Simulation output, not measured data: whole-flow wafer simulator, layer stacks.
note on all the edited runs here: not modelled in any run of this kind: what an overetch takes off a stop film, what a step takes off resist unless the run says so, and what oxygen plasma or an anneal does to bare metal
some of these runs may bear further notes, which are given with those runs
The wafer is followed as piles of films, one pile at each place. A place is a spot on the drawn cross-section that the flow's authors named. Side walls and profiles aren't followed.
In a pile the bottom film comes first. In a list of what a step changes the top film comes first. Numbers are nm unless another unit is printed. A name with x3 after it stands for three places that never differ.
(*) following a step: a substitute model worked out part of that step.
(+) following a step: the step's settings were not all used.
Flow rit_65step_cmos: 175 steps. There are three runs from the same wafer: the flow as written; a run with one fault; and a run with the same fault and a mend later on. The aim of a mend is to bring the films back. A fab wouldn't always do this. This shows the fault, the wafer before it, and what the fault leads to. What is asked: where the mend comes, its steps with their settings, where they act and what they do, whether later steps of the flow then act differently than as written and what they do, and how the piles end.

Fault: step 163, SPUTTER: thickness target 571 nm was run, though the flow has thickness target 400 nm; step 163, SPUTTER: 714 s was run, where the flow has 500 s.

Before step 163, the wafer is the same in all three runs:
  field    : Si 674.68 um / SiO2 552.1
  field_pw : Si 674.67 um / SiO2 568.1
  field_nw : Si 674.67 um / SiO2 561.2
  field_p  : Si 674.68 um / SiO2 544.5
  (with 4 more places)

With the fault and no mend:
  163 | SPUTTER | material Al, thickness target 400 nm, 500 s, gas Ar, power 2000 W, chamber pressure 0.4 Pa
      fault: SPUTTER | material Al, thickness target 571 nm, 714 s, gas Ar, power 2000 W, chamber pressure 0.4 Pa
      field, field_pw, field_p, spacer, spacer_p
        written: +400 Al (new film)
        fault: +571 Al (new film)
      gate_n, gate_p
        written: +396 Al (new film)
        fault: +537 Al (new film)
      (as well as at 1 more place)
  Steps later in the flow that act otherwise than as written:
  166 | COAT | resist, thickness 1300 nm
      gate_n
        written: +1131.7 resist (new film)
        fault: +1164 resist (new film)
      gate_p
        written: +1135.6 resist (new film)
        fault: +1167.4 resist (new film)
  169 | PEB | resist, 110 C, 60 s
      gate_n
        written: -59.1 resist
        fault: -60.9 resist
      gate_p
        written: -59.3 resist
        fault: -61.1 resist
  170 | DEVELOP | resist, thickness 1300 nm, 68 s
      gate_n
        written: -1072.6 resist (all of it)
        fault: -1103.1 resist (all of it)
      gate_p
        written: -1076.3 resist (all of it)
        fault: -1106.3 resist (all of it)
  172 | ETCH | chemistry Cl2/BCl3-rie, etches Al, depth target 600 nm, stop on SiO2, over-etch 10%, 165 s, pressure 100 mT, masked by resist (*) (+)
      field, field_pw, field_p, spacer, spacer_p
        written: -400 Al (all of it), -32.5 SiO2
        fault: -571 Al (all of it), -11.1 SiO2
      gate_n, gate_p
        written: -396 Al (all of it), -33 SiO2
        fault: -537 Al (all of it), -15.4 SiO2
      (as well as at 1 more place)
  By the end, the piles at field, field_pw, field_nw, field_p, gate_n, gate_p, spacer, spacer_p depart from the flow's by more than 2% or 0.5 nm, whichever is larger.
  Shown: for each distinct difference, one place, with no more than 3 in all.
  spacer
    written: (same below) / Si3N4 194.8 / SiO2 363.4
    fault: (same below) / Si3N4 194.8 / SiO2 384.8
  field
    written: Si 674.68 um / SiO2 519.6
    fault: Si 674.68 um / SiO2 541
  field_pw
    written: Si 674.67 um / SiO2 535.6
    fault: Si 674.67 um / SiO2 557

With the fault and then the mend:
  The mend stands after step 164.
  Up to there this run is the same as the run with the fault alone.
  164a | ETCH | chemistry al pan, depth target 651.4 nm
      field, field_pw, field_nw, field_p, spacer, spacer_p
        -571 Al (all of it)
      gate_n, gate_p
        -537 Al (all of it)
  164b | SPUTTER | material Al, thickness target 400 nm, 500 s, gas Ar, power 2000 W, chamber pressure 0.4 Pa (a further turn of the flow's step 163)
      field, field_pw, field_p, spacer, spacer_p
        +400 Al (new film)
      gate_n, gate_p
        +396 Al (new film)
      field_nw
        +397.2 Al (new film)
  Every later step of the flow that is run acts as written at every place that is followed.
  At every place that both follow, the piles at the end match the flow's.
